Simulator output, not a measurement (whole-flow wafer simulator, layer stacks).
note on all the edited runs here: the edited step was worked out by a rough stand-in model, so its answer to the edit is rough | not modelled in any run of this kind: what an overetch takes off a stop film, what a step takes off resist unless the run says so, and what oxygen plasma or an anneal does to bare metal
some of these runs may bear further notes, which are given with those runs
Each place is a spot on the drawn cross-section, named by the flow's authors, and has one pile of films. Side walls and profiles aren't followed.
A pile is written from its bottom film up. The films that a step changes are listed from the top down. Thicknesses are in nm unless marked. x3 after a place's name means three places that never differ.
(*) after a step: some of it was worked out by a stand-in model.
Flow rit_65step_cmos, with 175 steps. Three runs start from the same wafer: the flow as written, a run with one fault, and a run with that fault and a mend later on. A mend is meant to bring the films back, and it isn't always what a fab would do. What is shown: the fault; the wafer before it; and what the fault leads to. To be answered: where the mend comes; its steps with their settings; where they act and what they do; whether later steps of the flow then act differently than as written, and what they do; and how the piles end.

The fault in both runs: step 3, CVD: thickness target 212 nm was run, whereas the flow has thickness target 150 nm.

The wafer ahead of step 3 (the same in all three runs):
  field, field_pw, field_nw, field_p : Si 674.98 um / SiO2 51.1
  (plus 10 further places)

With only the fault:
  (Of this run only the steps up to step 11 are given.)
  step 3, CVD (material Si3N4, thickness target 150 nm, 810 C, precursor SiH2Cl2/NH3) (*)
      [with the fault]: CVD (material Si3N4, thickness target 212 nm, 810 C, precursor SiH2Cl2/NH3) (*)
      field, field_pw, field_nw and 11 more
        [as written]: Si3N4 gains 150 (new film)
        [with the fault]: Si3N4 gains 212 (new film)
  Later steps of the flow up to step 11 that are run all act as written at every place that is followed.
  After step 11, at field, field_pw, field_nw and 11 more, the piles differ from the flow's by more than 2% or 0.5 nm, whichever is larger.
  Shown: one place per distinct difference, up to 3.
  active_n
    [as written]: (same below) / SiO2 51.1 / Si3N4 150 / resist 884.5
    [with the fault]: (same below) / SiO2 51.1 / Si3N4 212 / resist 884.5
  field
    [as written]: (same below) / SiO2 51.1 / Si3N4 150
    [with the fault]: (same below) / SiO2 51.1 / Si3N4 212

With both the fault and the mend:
  After step 4 comes the mend.
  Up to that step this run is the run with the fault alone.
  step 4a, ETCH (chemistry h3po4, depth target 243.8 nm)
      field, field_pw, field_nw and 11 more
        Si3N4 loses 212 (all of it)
  step 4b, CLEAN (chemistry SC2, 75 C, 600 s)
      does not change any film at any place that is followed
  step 4c, CVD (material Si3N4, thickness target 150 nm, 810 C, precursor SiH2Cl2/NH3) (*) (a further turn of the flow's step 3)
      field, field_pw, field_nw and 11 more
        Si3N4 gains 150 (new film)
  Later steps of the flow that are run all act as written at every place that is followed.
  By the end, the piles equal the flow's at every place that both follow.
